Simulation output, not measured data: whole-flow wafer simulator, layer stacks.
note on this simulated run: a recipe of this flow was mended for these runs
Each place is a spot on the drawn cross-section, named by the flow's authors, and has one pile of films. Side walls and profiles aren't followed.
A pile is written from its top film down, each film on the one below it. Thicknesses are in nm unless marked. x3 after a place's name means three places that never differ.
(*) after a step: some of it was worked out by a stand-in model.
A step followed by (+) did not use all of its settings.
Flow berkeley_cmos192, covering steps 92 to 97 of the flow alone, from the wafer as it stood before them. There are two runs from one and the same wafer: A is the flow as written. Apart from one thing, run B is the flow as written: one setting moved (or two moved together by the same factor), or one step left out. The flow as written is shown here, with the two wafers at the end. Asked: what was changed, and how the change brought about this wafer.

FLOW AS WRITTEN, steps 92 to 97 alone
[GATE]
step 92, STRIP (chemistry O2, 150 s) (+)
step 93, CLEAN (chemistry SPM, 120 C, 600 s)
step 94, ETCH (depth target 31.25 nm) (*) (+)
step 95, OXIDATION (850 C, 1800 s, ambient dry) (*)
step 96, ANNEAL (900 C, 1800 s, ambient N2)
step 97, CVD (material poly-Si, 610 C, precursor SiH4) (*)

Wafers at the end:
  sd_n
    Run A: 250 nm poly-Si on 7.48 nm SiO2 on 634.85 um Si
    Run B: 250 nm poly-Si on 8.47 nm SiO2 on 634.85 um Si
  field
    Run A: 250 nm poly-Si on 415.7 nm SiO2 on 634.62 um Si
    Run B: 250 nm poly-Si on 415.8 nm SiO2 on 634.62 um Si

The reason: step 95, OXIDATION: 862 C was run, though the flow has 850 C.

The path from the change to this, step by step:
  step 95, OXIDATION (850 C, 1800 s, ambient dry) (*)
      sd_n, spacer_n, gate, sd_p, spacer_p x2, contact, m1: A SiO2 gains 7.48 (new film), Si loses 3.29 | B SiO2 gains 8.47 (new film), Si loses 3.73
